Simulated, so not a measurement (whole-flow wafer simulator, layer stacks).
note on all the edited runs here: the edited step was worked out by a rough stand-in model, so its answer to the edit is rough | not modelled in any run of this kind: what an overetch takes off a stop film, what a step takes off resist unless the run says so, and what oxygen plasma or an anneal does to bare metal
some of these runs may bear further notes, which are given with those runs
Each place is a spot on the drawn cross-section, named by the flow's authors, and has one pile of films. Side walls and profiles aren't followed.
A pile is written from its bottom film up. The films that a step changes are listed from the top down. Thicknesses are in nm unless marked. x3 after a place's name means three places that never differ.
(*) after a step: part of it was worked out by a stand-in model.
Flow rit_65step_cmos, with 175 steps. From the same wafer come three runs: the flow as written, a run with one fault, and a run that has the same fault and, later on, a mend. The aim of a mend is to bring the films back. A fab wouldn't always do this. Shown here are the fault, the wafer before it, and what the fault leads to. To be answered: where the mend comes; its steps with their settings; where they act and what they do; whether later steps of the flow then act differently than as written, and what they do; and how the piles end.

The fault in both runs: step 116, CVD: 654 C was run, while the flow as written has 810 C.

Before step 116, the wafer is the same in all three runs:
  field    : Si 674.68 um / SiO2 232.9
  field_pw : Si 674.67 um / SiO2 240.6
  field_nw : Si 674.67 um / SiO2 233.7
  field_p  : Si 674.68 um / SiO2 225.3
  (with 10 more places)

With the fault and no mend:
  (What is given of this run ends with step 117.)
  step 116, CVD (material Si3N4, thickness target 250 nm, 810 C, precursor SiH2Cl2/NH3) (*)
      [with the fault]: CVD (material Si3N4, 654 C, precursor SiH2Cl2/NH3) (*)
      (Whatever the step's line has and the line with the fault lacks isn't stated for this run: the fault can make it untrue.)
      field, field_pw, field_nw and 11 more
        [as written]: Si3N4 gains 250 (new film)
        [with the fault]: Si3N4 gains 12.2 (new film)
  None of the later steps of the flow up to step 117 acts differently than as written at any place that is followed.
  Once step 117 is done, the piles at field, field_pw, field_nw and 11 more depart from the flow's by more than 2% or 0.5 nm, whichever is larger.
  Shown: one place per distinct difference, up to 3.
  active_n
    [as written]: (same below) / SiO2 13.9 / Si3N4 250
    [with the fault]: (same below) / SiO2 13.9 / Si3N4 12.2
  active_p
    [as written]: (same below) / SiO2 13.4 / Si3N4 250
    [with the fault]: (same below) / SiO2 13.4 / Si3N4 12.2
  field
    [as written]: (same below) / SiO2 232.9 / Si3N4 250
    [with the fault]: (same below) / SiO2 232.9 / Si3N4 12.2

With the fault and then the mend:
  After step 117 comes the mend.
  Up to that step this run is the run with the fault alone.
  step 117a, ETCH (chemistry h3po4, depth target 14.06 nm)
      field, field_pw, field_nw and 11 more
        Si3N4 loses 12.2 (all of it)
  step 117b, CLEAN (chemistry SC2, 75 C, 600 s) (the flow's step 115 again)
      does not change any film at any place that is followed
  step 117c, CVD (material Si3N4, thickness target 250 nm, 810 C, precursor SiH2Cl2/NH3) (*) (the flow's step 116 again)
      field, field_pw, field_nw and 11 more
        Si3N4 gains 250 (new film)
  None of the later steps of the flow acts differently than as written at any place that is followed.
  By the end, the piles equal the flow's at every place that both follow.
